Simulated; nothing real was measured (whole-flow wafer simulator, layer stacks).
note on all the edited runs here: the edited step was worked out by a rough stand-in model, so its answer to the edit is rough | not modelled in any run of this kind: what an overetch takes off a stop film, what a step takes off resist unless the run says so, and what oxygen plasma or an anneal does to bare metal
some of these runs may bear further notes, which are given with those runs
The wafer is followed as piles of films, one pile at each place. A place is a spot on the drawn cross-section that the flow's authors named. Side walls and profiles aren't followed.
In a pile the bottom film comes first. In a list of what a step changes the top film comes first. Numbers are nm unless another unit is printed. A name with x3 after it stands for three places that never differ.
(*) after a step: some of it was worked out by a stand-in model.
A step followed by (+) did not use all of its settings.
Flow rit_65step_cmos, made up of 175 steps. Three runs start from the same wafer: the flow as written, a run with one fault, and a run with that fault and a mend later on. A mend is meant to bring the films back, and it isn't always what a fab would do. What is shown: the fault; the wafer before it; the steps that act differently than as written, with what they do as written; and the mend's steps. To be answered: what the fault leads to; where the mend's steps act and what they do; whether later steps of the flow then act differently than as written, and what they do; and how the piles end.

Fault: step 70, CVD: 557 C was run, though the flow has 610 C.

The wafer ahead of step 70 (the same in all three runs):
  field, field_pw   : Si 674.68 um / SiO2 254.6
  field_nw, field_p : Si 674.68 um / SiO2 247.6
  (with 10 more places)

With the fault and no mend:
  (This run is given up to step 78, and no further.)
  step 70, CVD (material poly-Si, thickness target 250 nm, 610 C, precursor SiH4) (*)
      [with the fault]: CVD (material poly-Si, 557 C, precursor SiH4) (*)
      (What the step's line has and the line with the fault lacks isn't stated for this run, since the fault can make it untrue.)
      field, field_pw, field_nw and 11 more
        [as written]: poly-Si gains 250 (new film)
        [with the fault]: poly-Si gains 77.6 (new film)
  None of the later steps of the flow up to step 78 differs from how it acts as written, at any place that is followed, by more than 2% or 0.5 nm, whichever is larger.
  The piles after step 78 differ from the flow's at field, field_pw, field_nw and 11 more by more than 2% or 0.5 nm, whichever is larger.
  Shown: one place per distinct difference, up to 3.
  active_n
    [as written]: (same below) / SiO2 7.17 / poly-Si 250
    [with the fault]: (same below) / SiO2 7.17 / poly-Si 77.6
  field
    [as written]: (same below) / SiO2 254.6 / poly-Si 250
    [with the fault]: (same below) / SiO2 254.6 / poly-Si 77.6
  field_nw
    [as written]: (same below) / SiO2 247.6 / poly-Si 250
    [with the fault]: (same below) / SiO2 247.6 / poly-Si 77.6

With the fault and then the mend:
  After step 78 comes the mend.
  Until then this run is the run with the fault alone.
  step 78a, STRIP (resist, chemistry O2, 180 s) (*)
      field, field_pw, field_nw and 9 more
        chemical SiO2 gains 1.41 (new film), poly-Si loses 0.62
      gate_n, gate_p
        chemical SiO2 gains 1.33 (new film), resist loses 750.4 (all of it), poly-Si loses 0.59
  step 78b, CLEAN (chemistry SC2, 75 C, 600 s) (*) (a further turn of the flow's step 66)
      alters no film at any place that is followed
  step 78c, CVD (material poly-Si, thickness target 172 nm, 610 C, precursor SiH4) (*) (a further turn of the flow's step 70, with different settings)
      field, field_pw, field_nw and 11 more
        poly-Si gains 172 (new film)
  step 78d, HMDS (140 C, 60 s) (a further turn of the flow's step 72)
      alters no film at any place that is followed
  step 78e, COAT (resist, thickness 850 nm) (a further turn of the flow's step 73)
      active_n, active_p, sd_p
        resist gains 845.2 (new film)
      gate_n, gate_p, sd_n
        resist gains 846.9 (new film)
      spacer, spacer_p
        resist gains 846.8 (new film)
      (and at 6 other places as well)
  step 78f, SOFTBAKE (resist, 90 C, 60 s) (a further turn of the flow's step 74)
      alters no film at any place that is followed
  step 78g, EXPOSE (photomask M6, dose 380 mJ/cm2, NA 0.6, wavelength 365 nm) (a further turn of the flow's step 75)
      alters no film at any place that is followed
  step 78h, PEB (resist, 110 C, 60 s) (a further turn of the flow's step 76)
      gate_n, gate_p, spacer, spacer_p, sd_n, contact, m1
        resist loses 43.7
      active_n, active_p, sd_p
        resist loses 43.6
      field
        resist loses 45.3
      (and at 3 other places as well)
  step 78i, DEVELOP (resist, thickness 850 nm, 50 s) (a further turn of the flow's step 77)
      active_n, active_p
        resist loses 801.6 (all of it)
      spacer, spacer_p
        resist loses 803.1 (all of it)
      field
        resist loses 832.7 (all of it)
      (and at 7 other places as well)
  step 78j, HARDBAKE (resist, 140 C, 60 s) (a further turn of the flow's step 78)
      gate_n, gate_p
        resist loses 52.7
  Later steps of the flow acting differently than as written (33 more steps, not shown, differ only slightly: by at most 2% or 0.5 nm, whichever is larger):
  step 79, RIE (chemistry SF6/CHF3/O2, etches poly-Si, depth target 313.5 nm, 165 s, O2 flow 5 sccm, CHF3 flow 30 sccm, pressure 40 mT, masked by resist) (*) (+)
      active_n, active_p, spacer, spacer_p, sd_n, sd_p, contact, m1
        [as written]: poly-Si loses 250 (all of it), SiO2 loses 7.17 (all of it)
        [with the mend]: poly-Si loses 172 (all of it), chemical SiO2 loses 1.41 (all of it), poly-Si loses 77 (all of it), SiO2 loses 7.17 (all of it)
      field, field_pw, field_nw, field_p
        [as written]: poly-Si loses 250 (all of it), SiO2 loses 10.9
        [with the mend]: poly-Si loses 172 (all of it), chemical SiO2 loses 1.41 (all of it), poly-Si loses 77 (all of it), SiO2 loses 9.72
  The piles end different from the flow's at gate_n, gate_p by more than 2% or 0.5 nm, whichever is larger.
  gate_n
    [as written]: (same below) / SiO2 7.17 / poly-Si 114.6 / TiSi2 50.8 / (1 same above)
    [with the mend]: (same below) / SiO2 7.17 / poly-Si 77 / chemical SiO2 1.33 / poly-Si 36.6 / TiSi2 50.8 / (1 same above)
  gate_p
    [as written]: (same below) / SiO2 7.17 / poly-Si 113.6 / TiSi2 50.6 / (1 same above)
    [with the mend]: (same below) / SiO2 7.17 / poly-Si 77 / chemical SiO2 1.33 / poly-Si 35.6 / TiSi2 50.6 / (1 same above)
